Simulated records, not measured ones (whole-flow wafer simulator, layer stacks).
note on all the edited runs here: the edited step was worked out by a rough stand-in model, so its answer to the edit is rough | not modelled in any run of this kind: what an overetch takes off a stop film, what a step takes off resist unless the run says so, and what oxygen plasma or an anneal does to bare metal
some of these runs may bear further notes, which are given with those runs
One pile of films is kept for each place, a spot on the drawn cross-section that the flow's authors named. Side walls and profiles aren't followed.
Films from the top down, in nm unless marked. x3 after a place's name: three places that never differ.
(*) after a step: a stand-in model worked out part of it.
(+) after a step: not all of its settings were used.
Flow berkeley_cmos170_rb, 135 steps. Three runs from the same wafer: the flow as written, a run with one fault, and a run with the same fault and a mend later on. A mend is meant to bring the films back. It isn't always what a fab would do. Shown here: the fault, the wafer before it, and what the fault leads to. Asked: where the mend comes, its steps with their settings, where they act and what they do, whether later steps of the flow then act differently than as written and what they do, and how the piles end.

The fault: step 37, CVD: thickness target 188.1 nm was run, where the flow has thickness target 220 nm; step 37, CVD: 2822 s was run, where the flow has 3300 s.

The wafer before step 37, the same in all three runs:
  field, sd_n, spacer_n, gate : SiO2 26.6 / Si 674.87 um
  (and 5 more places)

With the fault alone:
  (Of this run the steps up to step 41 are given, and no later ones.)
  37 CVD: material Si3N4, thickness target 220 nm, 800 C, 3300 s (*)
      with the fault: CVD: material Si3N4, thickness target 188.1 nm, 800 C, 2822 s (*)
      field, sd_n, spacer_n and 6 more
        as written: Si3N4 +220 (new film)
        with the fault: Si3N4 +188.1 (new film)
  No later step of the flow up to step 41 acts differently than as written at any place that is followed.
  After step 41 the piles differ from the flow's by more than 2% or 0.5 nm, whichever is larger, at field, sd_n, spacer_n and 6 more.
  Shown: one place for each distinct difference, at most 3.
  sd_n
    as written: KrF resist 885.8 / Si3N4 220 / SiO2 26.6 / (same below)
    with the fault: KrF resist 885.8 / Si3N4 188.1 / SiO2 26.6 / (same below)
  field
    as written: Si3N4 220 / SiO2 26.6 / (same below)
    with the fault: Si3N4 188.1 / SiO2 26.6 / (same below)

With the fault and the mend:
  The mend comes after step 41.
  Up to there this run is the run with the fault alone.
  41a STRIP (*) (+)
      sd_n, spacer_n, gate, sd_p, spacer_p, gate_p, contact, m1
        KrF resist -885.8 (all of it)
  41b CLEAN (*)
      changes no film at any place that is followed
  41c CVD: material Si3N4, thickness target 31.9 nm, 800 C, 478 s (*) (the flow's step 37 once more, with other settings)
      field, sd_n, spacer_n and 6 more
        Si3N4 +31.9
  41d COAT: KrF resist, thickness 900 nm (the flow's step 38 once more)
      field, sd_n, spacer_n and 6 more
        KrF resist +900 (new film)
  41e EXPOSE: photomask ACTIVE (the flow's step 39 once more)
      changes no film at any place that is followed
  41f PEB: 130 C, 60 s (*) (the flow's step 40 once more)
      changes no film at any place that is followed
  41g DEVELOP: developer developer-D-0.26N, 45 s (the flow's step 41 once more)
      sd_n, spacer_n, gate, sd_p, spacer_p, gate_p, contact, m1
        KrF resist -14.2
      field
        KrF resist -900 (all of it)
  No later step of the flow acts differently than as written at any place that is followed.
  At the end the piles are the same as the flow's at every place that both follow.
